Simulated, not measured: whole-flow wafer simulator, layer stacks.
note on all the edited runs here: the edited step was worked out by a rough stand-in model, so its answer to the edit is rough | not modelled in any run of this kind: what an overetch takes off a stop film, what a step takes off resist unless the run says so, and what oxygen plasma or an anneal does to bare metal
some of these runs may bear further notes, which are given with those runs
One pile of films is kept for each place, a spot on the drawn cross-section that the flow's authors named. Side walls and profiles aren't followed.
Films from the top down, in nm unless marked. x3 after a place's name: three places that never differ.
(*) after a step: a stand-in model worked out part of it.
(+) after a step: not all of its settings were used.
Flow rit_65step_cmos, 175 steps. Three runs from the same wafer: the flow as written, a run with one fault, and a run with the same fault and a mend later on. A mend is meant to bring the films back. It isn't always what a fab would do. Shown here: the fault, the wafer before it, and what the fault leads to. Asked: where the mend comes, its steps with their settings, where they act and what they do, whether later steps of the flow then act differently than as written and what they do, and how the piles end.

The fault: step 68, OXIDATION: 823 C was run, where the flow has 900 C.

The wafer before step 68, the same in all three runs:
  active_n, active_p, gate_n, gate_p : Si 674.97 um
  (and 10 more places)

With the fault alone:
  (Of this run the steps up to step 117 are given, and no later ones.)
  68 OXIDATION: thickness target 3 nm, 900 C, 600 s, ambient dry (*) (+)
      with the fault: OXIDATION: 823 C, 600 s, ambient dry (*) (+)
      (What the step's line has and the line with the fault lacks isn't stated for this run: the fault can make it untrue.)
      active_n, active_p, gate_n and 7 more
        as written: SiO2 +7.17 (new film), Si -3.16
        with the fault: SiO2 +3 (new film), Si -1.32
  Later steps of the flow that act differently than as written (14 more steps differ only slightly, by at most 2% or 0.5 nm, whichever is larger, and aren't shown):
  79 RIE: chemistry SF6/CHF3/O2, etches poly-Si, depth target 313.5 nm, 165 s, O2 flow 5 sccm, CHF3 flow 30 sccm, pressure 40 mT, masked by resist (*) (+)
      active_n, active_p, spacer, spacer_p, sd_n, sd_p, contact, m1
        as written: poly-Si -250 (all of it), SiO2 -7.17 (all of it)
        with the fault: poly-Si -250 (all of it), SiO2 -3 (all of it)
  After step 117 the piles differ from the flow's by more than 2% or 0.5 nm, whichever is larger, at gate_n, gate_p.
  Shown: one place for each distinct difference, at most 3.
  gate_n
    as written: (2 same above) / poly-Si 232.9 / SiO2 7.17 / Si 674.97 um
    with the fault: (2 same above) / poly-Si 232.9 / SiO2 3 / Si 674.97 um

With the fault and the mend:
  The mend comes after step 69.
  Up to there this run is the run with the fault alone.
  69a OXIDATION: 900 C, 488.4 s, ambient dry (*) (+) (the flow's step 68 once more, with other settings)
      active_n, active_p, gate_n and 7 more
        SiO2 +4, Si -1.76
  No later step of the flow acts differently than as written, at any place that is followed, by more than 2% or 0.5 nm, whichever is larger.
  At the end the piles differ from the flow's only slightly at the places that both follow, by at most 2% or 0.5 nm, whichever is larger.
